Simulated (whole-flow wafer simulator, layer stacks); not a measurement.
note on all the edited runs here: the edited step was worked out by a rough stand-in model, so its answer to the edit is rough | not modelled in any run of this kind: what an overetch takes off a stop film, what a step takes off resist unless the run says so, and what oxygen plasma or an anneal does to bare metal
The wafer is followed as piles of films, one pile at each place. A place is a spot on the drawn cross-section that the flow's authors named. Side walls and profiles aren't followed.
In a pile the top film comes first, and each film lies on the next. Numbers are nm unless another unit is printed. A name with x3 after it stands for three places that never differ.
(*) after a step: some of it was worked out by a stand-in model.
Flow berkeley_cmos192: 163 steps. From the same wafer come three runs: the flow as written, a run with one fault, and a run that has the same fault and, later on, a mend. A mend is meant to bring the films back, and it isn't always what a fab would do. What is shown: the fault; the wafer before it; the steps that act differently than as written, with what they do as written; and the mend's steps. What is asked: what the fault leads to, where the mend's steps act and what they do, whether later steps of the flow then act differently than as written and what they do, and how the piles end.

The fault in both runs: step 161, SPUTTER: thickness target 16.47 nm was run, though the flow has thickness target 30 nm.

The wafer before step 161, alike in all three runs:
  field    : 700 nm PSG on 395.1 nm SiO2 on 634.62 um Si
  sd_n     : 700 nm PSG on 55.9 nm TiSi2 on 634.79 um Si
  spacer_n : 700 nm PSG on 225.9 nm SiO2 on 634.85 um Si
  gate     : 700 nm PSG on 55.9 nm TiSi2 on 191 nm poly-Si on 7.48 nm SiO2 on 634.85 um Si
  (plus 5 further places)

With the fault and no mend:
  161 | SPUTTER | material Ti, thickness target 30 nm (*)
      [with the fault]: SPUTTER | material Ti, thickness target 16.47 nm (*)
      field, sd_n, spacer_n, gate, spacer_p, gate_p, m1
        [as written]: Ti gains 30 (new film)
        [with the fault]: Ti gains 16.5 (new film)
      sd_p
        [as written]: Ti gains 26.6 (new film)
        [with the fault]: Ti gains 14.6 (new film)
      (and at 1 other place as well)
  Later steps of the flow that are run all act as written at every place that is followed, up to a difference of at most 2% or 0.5 nm, whichever is larger.
  The piles end different from the flow's at field, sd_n, spacer_n and 6 more by more than 2% or 0.5 nm, whichever is larger.
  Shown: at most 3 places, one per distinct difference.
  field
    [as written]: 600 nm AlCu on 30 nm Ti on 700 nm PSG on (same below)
    [with the fault]: 600 nm AlCu on 16.5 nm Ti on 700 nm PSG on (same below)
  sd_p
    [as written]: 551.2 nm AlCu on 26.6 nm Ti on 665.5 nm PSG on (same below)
    [with the fault]: 551.9 nm AlCu on 14.6 nm Ti on 665.5 nm PSG on (same below)
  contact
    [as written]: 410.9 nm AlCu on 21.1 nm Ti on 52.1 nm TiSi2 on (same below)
    [with the fault]: 413.1 nm AlCu on 11.6 nm Ti on 52.1 nm TiSi2 on (same below)

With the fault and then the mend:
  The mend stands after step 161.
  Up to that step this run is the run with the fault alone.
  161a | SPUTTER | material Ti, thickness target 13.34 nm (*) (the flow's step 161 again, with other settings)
      field, sd_n, spacer_n, gate, spacer_p, gate_p, m1
        Ti gains 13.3
      sd_p
        Ti gains 11.8
      contact
        Ti gains 9.33
  Later steps of the flow that are run all act as written at every place that is followed.
  The piles end only slightly different from the flow's at the places that both follow, by no more than 2% or 0.5 nm, whichever is larger.
